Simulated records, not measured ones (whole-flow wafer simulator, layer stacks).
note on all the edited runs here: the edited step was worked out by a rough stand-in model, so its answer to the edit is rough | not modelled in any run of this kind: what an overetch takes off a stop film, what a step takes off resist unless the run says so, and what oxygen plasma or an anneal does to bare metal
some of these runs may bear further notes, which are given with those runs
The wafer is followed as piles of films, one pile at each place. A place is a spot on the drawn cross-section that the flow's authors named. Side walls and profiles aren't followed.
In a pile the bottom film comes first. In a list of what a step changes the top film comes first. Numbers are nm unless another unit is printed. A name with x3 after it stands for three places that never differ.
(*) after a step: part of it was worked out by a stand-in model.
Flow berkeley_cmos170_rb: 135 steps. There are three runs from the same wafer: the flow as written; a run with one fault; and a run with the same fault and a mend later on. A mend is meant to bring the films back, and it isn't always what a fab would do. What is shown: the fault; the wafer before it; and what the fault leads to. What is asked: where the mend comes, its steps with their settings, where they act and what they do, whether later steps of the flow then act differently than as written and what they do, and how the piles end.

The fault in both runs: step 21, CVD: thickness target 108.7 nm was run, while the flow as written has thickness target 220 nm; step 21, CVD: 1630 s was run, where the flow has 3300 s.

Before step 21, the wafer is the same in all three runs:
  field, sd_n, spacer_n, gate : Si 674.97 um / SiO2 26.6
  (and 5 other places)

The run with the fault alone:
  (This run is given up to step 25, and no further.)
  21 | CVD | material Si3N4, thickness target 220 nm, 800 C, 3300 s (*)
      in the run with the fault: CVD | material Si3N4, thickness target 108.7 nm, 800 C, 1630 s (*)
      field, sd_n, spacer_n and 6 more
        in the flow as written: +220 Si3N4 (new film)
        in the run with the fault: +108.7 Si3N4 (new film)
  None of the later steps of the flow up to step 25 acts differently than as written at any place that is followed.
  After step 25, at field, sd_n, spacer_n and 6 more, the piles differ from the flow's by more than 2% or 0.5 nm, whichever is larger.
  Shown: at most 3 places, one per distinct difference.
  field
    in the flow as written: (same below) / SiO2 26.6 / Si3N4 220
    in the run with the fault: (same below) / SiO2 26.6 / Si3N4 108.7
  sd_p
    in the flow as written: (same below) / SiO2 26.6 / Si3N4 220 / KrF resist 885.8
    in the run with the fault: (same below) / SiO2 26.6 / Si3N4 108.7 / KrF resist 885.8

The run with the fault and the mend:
  The mend stands after step 21.
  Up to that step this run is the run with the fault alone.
  21a | ETCH | chemistry h3po4, depth target 125 nm (the flow's step 16 again, with other settings)
      field, sd_n, spacer_n and 6 more
        -108.7 Si3N4 (all of it)
  21b | CLEAN (*) (the flow's step 18 again)
      alters no film at any place that is followed
  21c | CVD | material Si3N4, thickness target 220 nm, 800 C, 3300 s (*) (the flow's step 21 again)
      field, sd_n, spacer_n and 6 more
        +220 Si3N4 (new film)
  None of the later steps of the flow acts differently than as written at any place that is followed.
  The piles end the same as the flow's at every place that both follow.
